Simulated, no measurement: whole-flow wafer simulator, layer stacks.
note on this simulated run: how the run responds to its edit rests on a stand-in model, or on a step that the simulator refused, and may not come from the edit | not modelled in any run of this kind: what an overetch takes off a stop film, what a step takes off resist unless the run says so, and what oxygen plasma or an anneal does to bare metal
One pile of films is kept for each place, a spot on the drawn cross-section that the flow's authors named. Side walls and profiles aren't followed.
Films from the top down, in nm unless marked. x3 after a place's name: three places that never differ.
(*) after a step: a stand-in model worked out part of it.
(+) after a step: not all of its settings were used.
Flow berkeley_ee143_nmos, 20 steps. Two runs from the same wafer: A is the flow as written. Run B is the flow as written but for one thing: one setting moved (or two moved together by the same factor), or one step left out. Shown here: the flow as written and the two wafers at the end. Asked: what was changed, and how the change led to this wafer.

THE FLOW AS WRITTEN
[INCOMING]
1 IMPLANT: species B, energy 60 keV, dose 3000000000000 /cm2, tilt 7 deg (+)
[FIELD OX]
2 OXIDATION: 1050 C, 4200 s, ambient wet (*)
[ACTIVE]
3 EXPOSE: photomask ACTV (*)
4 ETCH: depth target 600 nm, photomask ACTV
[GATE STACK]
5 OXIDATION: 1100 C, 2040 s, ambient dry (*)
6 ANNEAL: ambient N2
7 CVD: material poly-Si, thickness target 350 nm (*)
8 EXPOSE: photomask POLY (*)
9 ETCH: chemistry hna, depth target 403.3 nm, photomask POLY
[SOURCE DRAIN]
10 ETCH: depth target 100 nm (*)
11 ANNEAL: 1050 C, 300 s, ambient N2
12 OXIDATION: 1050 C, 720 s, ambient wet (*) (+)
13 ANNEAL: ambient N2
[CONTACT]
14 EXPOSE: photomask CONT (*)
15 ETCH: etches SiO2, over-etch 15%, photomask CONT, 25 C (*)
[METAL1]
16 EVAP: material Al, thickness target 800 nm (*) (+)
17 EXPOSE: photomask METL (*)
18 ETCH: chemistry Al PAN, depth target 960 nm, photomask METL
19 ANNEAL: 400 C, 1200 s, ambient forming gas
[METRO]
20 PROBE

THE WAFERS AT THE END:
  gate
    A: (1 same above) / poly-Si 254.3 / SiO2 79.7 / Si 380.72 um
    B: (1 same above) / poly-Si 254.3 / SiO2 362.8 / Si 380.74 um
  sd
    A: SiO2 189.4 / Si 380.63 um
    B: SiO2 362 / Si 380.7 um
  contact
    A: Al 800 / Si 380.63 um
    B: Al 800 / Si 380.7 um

The cause: step 4, ETCH: depth target 221 nm was run, where the flow has depth target 600 nm.

How the change led to this, step by step:
  4 ETCH: depth target 600 nm, photomask ACTV
      gate, sd, contact: A SiO2 -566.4 (all of it) | B SiO2 -221
  5 OXIDATION: 1100 C, 2040 s, ambient dry (*)
      gate, sd, contact: A SiO2 +79.7 (new film), Si -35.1 | B SiO2 +17.4, Si -7.67
  10 ETCH: depth target 100 nm (*)
      sd, contact: A SiO2 -79.7 (all of it) | B SiO2 -100
  12 OXIDATION: 1050 C, 720 s, ambient wet (*) (+)
      sd, contact: A SiO2 +189.4 (new film), Si -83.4 | B SiO2 +99.2, Si -43.6
  15 ETCH: etches SiO2, over-etch 15%, photomask CONT, 25 C (*)
      contact: A SiO2 -189.4 (all of it) | B SiO2 -362 (all of it)
